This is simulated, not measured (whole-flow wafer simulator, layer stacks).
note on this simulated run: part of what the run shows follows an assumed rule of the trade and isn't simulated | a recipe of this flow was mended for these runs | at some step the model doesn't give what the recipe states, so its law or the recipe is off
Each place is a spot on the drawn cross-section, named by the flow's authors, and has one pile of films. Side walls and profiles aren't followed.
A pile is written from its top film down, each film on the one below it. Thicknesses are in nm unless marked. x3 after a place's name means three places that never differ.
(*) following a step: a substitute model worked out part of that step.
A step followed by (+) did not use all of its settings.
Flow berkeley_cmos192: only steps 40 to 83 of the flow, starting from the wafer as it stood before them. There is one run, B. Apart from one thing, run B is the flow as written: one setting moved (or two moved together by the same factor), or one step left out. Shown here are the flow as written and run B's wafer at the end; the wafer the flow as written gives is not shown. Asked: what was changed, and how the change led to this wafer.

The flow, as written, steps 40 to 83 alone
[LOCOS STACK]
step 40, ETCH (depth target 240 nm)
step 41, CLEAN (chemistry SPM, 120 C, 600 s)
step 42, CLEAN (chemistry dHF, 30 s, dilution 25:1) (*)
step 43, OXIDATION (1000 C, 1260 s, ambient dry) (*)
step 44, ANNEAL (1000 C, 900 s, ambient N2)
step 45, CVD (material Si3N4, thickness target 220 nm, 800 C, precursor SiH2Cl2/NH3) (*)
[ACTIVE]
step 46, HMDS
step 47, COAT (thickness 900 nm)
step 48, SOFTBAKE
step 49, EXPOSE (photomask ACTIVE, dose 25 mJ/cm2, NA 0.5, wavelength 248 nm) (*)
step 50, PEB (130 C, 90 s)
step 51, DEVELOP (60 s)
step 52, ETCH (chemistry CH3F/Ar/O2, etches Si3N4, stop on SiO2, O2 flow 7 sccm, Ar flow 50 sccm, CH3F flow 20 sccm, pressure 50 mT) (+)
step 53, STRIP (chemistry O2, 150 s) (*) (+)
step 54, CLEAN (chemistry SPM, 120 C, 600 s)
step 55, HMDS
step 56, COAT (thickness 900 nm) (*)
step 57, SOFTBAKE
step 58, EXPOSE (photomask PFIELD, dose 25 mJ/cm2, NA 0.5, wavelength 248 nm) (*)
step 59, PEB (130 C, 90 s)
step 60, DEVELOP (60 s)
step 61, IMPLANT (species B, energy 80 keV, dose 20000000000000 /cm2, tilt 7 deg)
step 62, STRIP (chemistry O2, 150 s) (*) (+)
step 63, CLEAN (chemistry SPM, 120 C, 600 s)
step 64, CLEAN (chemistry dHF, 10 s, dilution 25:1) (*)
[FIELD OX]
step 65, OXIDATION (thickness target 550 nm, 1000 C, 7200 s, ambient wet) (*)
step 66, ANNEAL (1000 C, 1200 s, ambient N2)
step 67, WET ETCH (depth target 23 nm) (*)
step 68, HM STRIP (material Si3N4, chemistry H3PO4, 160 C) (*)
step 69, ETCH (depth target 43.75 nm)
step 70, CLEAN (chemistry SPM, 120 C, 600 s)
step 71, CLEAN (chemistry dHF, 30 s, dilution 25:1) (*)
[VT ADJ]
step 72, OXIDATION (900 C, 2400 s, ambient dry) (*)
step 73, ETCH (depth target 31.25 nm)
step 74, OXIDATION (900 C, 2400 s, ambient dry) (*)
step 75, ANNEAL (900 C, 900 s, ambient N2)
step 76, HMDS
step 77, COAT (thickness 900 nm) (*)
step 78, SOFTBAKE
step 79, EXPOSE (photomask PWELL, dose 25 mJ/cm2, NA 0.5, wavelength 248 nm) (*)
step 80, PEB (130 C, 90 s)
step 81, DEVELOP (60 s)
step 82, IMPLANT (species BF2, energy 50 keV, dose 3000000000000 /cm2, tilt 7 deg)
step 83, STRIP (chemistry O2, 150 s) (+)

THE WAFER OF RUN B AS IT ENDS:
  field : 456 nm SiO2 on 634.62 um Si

The reason: step 69, ETCH: depth target 34.12 nm was run, though the flow has depth target 43.75 nm.

The path from the change to this, step by step:
  step 69, ETCH (depth target 43.75 nm)
      field: -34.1 SiO2 (as written it would have been: -43.8 SiO2)
